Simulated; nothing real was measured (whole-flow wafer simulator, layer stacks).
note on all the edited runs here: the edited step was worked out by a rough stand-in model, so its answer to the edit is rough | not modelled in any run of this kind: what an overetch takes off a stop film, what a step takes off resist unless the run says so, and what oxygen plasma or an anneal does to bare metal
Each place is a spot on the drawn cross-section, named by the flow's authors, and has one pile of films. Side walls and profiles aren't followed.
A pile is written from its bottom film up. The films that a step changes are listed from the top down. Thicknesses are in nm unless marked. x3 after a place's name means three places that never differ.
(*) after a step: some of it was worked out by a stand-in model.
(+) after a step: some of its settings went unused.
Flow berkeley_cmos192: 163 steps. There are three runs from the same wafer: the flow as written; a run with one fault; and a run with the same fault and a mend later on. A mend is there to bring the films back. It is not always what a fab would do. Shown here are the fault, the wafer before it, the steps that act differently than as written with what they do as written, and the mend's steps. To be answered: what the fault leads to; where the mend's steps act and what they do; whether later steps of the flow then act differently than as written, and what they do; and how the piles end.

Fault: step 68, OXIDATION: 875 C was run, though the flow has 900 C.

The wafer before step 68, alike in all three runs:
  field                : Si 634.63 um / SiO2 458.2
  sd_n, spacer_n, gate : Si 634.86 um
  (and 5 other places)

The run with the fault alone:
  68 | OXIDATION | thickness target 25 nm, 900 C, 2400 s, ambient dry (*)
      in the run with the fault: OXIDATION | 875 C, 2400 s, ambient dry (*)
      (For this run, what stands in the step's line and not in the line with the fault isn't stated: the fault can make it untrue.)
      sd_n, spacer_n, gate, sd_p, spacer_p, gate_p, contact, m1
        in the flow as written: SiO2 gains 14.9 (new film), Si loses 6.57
        in the run with the fault: SiO2 gains 11.6 (new film), Si loses 5.11
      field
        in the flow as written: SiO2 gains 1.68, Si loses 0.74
        in the run with the fault: SiO2 gains 1.06, Si loses 0.47
  Later steps of the flow acting differently than as written (38 more steps, not shown, differ only slightly: by at most 2% or 0.5 nm, whichever is larger):
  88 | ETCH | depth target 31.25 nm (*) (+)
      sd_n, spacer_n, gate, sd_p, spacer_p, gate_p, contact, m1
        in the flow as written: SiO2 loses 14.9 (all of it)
        in the run with the fault: SiO2 loses 11.6 (all of it)
  At the end the piles are close to the flow's at the places that both follow, differing by at most 2% or 0.5 nm, whichever is larger.

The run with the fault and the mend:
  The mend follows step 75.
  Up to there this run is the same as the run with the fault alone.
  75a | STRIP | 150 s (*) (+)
      sd_p
        KrF resist loses 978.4 (all of it)
      spacer_p
        KrF resist loses 959.8 (all of it)
      gate_p
        KrF resist loses 958.9 (all of it)
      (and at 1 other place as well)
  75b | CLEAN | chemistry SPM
      does not change any film at any place that is followed
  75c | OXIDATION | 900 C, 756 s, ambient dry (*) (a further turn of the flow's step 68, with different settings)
      sd_n, spacer_n, gate, sd_p, spacer_p, gate_p, contact, m1
        SiO2 gains 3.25, Si loses 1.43
      field
        SiO2 gains 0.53, Si loses 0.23
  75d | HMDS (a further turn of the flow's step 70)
      does not change any film at any place that is followed
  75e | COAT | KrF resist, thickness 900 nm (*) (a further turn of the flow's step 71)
      spacer_n, gate
        KrF resist gains 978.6 (new film)
      field
        KrF resist gains 842.4 (new film)
      sd_n
        KrF resist gains 1013.2 (new film)
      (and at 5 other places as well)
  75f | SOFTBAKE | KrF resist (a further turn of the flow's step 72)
      does not change any film at any place that is followed
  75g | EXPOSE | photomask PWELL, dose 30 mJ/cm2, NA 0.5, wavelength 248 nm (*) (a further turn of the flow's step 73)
      does not change any film at any place that is followed
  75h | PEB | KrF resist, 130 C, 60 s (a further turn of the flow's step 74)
      sd_n, m1
        KrF resist loses 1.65
      spacer_n, gate
        KrF resist loses 1.58
      spacer_p, gate_p
        KrF resist loses 1.57
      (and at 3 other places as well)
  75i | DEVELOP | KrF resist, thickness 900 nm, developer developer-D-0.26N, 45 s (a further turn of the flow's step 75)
      sd_p, spacer_p, gate_p, m1
        KrF resist loses 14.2
      field
        KrF resist loses 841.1 (all of it)
      sd_n
        KrF resist loses 1011.6 (all of it)
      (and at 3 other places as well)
  Later steps of the flow that are run all act as written at every place that is followed, up to a difference of at most 2% or 0.5 nm, whichever is larger.
  At the end the piles are close to the flow's at the places that both follow, differing by at most 2% or 0.5 nm, whichever is larger.
